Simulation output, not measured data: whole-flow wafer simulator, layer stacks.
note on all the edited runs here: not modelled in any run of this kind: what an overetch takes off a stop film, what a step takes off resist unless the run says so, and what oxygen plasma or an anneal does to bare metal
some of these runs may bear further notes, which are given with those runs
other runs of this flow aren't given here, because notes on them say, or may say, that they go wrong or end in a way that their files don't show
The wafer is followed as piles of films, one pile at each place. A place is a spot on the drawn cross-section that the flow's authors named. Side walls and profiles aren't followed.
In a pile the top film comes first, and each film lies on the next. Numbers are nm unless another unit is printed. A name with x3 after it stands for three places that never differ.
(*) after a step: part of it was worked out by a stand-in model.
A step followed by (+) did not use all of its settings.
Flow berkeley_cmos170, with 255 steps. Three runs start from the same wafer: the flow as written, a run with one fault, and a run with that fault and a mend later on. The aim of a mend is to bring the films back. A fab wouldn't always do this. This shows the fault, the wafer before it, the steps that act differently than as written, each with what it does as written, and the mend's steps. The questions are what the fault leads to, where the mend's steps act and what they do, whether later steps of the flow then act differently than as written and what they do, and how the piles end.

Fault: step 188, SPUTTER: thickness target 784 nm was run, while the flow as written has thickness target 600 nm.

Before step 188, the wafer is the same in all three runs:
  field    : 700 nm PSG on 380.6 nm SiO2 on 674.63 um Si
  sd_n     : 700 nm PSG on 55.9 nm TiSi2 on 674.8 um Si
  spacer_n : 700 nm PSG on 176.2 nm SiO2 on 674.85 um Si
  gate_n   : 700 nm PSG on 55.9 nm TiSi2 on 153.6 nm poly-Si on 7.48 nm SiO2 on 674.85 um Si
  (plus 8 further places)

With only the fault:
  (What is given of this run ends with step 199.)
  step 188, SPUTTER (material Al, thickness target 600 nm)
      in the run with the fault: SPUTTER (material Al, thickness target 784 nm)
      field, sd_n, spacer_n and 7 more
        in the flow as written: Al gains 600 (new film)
        in the run with the fault: Al gains 784 (new film)
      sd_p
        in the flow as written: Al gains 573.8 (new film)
        in the run with the fault: Al gains 755.7 (new film)
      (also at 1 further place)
  Later steps of the flow acting differently than as written (not shown: 1 more step that differs only slightly, by at most 2% or 0.5 nm, whichever is larger):
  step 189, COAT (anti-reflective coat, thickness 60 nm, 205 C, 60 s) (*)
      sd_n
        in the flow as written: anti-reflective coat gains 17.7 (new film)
        in the run with the fault: anti-reflective coat gains 23.5 (new film)
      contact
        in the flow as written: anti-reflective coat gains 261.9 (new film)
        in the run with the fault: anti-reflective coat gains 287.1 (new film)
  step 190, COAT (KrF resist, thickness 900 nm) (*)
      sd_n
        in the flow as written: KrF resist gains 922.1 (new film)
        in the run with the fault: KrF resist gains 899 (new film)
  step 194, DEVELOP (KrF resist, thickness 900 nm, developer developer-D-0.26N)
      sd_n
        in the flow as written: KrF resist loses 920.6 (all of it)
        in the run with the fault: KrF resist loses 897.5 (all of it)
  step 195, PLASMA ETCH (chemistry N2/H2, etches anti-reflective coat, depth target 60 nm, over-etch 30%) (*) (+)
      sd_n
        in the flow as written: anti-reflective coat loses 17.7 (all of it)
        in the run with the fault: anti-reflective coat loses 23.5 (all of it)
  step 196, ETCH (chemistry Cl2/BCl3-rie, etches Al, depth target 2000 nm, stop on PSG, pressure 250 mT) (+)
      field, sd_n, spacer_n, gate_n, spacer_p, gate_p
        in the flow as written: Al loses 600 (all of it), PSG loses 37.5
        in the run with the fault: Al loses 784 (all of it), PSG loses 37.5
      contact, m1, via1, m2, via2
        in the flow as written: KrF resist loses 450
        in the run with the fault: KrF resist loses 542
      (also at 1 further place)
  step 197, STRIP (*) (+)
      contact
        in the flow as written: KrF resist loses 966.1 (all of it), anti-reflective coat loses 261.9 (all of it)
        in the run with the fault: KrF resist loses 882.3 (all of it), anti-reflective coat loses 287.1 (all of it)
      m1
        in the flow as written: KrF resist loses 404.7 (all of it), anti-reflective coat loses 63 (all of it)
        in the run with the fault: KrF resist loses 309 (all of it), anti-reflective coat loses 63 (all of it)
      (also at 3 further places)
  The piles after step 199 differ from the flow's at contact, m1, via1, m2, via2 by more than 2% or 0.5 nm, whichever is larger.
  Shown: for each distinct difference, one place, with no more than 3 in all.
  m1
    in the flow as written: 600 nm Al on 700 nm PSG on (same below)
    in the run with the fault: 784 nm Al on 700 nm PSG on (same below)
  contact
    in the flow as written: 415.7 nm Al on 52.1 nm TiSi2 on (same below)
    in the run with the fault: 535.3 nm Al on 52.1 nm TiSi2 on (same below)

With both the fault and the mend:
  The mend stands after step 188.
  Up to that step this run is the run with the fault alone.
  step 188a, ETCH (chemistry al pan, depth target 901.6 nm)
      field, sd_n, spacer_n and 7 more
        Al loses 784 (all of it)
      sd_p
        Al loses 755.7 (all of it)
      contact
        Al loses 535.3 (all of it)
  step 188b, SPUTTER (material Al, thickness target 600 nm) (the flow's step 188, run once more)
      field, sd_n, spacer_n and 7 more
        Al gains 600 (new film)
      sd_p
        Al gains 573.8 (new film)
      contact
        Al gains 415.7 (new film)
  None of the later steps of the flow acts differently than as written at any place that is followed.
  The piles end the same as the flow's at every place that both follow.
